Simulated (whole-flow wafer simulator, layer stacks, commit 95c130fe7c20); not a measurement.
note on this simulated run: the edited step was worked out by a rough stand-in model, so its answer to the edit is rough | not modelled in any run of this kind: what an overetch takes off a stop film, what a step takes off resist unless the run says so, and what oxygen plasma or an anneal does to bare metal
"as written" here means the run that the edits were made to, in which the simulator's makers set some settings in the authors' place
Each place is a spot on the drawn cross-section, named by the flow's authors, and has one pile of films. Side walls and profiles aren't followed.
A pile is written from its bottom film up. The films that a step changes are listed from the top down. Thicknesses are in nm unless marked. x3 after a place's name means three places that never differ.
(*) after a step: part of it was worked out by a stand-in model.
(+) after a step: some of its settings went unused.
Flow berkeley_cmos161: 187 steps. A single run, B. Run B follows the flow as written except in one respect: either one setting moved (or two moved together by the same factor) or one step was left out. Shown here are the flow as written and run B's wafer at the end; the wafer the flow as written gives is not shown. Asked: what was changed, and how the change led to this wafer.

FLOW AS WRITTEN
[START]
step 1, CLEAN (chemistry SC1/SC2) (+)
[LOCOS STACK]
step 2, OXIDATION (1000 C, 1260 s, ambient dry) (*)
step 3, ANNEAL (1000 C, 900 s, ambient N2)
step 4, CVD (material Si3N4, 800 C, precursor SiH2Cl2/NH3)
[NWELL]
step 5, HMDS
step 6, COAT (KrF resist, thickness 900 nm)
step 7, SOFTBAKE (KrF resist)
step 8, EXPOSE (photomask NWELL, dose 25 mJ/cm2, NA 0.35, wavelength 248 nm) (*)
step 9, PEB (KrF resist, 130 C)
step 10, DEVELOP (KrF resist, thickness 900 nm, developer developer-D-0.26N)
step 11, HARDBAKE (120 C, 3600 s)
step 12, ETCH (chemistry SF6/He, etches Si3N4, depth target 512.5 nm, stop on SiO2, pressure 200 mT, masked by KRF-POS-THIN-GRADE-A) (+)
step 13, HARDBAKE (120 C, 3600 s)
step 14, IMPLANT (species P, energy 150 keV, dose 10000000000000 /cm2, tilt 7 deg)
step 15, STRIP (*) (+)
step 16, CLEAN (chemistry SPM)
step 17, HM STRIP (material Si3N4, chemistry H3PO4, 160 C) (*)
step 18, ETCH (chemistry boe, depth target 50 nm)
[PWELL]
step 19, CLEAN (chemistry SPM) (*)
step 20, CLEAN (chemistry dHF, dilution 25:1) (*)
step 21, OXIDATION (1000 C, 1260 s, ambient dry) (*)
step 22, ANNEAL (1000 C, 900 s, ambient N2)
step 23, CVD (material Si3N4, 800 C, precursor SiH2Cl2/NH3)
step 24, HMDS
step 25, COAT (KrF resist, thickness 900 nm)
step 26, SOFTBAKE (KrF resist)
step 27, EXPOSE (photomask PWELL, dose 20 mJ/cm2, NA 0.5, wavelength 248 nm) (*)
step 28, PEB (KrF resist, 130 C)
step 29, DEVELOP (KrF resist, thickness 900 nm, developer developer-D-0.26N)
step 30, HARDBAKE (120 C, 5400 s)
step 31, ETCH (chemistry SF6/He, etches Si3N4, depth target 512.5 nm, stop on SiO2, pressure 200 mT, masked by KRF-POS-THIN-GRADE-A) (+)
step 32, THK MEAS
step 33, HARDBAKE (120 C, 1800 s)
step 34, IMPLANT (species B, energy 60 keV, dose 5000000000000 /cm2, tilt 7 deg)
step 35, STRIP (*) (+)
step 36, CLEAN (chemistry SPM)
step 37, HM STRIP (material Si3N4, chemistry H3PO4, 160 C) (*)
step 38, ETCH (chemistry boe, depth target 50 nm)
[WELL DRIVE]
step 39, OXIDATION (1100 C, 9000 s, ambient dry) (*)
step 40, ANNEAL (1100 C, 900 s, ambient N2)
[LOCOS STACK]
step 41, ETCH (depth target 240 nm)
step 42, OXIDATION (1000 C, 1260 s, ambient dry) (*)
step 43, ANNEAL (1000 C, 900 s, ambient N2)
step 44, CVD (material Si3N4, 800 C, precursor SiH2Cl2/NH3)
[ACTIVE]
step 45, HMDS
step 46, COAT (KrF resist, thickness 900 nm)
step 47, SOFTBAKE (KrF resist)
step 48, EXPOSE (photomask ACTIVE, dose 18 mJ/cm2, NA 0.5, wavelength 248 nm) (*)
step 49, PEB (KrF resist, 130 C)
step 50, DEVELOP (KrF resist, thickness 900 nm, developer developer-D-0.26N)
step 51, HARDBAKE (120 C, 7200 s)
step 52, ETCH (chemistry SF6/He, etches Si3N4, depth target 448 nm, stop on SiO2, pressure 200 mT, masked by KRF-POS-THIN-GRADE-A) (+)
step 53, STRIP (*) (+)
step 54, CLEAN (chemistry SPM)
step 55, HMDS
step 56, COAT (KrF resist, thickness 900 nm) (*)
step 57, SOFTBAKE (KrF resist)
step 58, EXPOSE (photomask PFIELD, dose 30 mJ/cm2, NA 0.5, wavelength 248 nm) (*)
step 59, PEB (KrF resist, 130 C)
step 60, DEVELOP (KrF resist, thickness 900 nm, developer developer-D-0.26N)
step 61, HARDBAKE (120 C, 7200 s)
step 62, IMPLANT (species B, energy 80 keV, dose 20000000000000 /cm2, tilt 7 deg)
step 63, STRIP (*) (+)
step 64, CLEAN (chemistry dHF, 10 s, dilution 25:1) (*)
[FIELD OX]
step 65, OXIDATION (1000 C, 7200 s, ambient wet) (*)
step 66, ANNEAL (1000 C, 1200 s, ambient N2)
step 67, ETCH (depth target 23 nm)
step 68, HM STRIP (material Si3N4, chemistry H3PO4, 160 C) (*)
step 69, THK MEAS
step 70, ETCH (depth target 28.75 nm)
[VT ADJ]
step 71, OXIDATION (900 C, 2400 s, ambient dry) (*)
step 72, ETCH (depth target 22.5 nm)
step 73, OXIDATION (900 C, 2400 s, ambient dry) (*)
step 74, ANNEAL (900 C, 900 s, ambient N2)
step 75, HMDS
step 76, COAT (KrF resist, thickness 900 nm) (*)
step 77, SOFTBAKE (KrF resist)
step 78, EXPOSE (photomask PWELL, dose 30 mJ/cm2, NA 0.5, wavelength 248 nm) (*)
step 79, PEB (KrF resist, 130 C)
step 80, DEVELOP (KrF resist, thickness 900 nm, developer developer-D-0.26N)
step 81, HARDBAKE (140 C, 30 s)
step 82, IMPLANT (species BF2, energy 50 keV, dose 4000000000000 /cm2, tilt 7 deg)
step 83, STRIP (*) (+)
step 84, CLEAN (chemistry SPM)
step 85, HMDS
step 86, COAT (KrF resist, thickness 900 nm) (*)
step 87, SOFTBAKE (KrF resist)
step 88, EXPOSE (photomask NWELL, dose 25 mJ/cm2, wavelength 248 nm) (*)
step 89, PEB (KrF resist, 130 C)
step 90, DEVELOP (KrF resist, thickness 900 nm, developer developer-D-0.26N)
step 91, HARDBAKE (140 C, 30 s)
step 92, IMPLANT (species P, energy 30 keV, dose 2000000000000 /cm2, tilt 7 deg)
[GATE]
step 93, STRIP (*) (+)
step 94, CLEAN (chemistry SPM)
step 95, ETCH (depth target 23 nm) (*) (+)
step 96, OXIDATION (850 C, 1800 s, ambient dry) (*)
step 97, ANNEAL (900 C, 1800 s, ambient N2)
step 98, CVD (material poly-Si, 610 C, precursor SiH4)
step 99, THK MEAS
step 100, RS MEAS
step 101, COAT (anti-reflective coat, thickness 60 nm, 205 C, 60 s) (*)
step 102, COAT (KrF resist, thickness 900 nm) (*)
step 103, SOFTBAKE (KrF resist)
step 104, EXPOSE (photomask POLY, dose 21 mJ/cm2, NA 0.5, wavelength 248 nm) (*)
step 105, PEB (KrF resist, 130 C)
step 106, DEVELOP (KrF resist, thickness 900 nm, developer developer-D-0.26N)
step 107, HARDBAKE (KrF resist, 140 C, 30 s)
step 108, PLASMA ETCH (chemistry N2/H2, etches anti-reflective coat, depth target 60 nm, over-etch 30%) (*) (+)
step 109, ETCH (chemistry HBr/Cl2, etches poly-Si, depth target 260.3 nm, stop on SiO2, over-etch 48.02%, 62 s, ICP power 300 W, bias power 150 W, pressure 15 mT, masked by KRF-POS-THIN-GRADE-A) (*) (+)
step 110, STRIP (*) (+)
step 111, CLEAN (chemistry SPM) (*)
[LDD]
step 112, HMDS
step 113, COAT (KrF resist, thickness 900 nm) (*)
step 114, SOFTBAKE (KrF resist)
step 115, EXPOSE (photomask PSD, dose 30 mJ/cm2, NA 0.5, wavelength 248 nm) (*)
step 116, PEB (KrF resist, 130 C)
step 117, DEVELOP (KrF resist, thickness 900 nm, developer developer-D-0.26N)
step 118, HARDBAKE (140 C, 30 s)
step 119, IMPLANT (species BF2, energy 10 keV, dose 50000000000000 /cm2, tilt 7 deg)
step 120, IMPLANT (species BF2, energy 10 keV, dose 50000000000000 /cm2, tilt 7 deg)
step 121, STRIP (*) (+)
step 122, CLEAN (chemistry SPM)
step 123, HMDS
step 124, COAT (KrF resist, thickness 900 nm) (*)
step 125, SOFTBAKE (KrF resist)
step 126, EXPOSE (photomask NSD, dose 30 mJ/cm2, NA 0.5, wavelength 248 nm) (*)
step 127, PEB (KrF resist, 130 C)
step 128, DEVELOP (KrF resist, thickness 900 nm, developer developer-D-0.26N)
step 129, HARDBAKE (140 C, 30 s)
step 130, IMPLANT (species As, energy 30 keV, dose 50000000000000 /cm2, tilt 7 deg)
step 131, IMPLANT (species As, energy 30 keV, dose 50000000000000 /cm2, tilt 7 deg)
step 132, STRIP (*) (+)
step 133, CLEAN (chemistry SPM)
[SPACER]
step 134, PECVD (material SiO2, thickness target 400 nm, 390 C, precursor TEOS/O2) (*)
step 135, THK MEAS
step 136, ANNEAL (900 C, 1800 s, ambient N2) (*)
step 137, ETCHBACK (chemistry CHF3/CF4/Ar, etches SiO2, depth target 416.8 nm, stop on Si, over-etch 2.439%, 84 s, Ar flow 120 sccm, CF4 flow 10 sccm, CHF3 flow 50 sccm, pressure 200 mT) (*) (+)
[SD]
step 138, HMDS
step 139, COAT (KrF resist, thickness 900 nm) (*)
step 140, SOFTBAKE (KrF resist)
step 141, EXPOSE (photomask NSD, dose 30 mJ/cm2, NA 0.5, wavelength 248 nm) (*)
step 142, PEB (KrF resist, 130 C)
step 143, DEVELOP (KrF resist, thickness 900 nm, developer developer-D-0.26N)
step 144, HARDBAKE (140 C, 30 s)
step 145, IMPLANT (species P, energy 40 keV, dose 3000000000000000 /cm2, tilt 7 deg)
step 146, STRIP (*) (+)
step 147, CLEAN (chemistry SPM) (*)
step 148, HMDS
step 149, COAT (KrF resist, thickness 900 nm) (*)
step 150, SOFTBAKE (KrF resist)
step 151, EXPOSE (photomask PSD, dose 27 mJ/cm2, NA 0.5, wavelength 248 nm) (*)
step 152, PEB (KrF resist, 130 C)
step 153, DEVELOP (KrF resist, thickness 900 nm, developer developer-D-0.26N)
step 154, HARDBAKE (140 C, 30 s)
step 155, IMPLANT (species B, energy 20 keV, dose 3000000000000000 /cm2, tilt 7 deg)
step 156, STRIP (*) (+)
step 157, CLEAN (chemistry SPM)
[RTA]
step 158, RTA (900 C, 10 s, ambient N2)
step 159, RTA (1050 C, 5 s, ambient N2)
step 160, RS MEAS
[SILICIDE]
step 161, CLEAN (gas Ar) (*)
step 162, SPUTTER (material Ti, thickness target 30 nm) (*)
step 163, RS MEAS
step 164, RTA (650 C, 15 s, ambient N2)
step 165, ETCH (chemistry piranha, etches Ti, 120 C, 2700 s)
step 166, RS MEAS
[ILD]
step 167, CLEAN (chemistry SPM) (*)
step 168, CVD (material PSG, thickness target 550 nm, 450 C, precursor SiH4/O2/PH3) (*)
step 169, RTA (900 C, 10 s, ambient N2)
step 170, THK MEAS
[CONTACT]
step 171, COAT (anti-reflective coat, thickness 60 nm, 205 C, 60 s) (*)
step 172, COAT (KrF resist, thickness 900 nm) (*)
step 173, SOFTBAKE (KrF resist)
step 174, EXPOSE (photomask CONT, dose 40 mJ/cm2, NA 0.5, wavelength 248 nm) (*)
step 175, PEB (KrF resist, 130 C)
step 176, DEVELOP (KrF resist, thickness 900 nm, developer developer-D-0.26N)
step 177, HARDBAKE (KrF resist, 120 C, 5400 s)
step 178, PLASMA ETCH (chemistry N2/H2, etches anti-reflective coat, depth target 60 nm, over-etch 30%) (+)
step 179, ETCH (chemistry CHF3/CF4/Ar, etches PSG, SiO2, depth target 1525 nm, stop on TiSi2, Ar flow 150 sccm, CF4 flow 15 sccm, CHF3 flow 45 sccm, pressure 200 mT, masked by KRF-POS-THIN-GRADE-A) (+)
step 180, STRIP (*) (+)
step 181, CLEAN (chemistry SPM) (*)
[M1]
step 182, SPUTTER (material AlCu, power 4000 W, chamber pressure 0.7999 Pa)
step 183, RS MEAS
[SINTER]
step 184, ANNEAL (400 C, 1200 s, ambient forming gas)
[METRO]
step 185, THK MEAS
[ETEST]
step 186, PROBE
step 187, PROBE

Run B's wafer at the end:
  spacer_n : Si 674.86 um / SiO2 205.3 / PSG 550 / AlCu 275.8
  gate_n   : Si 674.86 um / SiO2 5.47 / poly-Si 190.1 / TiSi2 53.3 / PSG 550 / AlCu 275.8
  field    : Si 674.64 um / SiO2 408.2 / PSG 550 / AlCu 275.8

Cause: step 96, OXIDATION: 1033 s was run, though the flow has 1800 s.

The path from the change to this, step by step:
  step 96, OXIDATION (850 C, 1800 s, ambient dry) (*)
      sd_n, spacer_n, gate_n, sd_p, spacer_p, gate_p, contact, m1: SiO2 gains 5.47 (new film), Si loses 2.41 (in the flow as written it would be: SiO2 gains 7.48 (new film), Si loses 3.29)
